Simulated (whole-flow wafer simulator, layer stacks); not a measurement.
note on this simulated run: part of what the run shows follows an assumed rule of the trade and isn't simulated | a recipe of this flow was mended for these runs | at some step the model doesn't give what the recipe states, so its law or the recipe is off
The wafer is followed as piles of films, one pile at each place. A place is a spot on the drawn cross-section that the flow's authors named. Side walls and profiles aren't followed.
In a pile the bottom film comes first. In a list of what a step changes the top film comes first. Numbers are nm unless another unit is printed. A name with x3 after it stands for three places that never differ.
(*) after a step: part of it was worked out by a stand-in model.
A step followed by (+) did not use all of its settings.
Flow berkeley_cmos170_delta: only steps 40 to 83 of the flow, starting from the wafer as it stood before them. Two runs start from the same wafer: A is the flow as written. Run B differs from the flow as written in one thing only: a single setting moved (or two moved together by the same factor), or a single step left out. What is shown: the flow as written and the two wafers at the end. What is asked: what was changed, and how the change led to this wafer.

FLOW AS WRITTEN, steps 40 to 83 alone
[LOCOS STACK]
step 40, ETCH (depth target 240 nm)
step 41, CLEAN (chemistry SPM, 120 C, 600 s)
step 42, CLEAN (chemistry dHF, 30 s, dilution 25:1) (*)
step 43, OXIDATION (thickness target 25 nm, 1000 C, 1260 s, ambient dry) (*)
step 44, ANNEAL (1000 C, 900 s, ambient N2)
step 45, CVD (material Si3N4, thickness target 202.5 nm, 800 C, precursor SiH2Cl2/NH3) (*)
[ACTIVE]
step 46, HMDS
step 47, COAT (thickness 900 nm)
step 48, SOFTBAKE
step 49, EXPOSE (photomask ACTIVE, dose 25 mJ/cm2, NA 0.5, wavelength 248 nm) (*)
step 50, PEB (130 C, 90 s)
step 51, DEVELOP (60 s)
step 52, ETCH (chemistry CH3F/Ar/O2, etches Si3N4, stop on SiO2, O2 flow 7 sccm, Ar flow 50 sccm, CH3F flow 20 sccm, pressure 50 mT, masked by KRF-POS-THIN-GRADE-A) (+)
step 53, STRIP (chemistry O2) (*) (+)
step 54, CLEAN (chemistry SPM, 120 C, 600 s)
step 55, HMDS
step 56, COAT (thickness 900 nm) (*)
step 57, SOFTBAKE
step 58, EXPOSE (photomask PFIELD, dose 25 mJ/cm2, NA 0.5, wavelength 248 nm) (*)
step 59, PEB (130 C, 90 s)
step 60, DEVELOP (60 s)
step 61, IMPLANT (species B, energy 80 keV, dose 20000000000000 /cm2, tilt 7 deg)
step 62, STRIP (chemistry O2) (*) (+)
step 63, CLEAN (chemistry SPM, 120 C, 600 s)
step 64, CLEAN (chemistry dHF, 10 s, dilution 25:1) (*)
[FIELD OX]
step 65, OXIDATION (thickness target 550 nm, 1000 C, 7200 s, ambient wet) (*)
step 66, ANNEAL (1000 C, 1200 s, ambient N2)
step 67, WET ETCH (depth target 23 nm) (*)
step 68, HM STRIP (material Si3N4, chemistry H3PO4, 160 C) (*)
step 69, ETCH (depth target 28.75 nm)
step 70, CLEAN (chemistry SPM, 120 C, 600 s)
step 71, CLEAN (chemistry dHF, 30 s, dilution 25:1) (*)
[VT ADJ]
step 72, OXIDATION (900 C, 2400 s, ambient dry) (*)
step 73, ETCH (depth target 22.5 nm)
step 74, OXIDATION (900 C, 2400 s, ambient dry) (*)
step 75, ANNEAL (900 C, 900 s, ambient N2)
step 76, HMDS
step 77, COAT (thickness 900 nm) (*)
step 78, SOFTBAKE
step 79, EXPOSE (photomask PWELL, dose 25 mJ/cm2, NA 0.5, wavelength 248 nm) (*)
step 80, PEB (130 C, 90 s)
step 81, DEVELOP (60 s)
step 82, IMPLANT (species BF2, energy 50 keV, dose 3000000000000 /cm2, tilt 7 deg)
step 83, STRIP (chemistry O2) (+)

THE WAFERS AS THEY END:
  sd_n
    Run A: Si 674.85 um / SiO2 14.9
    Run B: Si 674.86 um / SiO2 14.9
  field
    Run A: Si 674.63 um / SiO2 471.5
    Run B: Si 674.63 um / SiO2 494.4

What caused this: step 69, ETCH: depth target 5.75 nm was run, while the flow as written has depth target 28.75 nm.

The path from the change to this, step by step:
  step 69, ETCH (depth target 28.75 nm)
      spacer_n, gate, spacer_p, gate_p, contact, m1: A -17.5 SiO2 (all of it) | B -5.75 SiO2
      sd_n, sd_p: A -17.6 SiO2 (all of it) | B -5.75 SiO2
      (and at 1 other place as well)
  step 70, CLEAN (chemistry SPM, 120 C, 600 s)
      sd_n, spacer_n, gate, sd_p, spacer_p, gate_p, contact, m1: A +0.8 chemical SiO2 (new film), -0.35 Si | B nothing
  step 71, CLEAN (chemistry dHF, 30 s, dilution 25:1) (*)
      sd_n, spacer_n, gate, sd_p, spacer_p, gate_p, contact, m1: A -0.8 chemical SiO2 (all of it) | B -5.74 SiO2
  step 72, OXIDATION (900 C, 2400 s, ambient dry) (*)
      spacer_n, gate, spacer_p, gate_p, contact, m1: A +14.9 SiO2 (new film), -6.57 Si | B +12.8 SiO2, -5.64 Si
      sd_n, sd_p: A +14.9 SiO2 (new film), -6.57 Si | B +12.8 SiO2, -5.63 Si
  step 73, ETCH (depth target 22.5 nm)
      spacer_n, gate, spacer_p, gate_p, contact, m1: A -14.9 SiO2 (all of it) | B -18.8 SiO2 (all of it)
      sd_n, sd_p: A -14.9 SiO2 (all of it) | B -19 SiO2 (all of it)
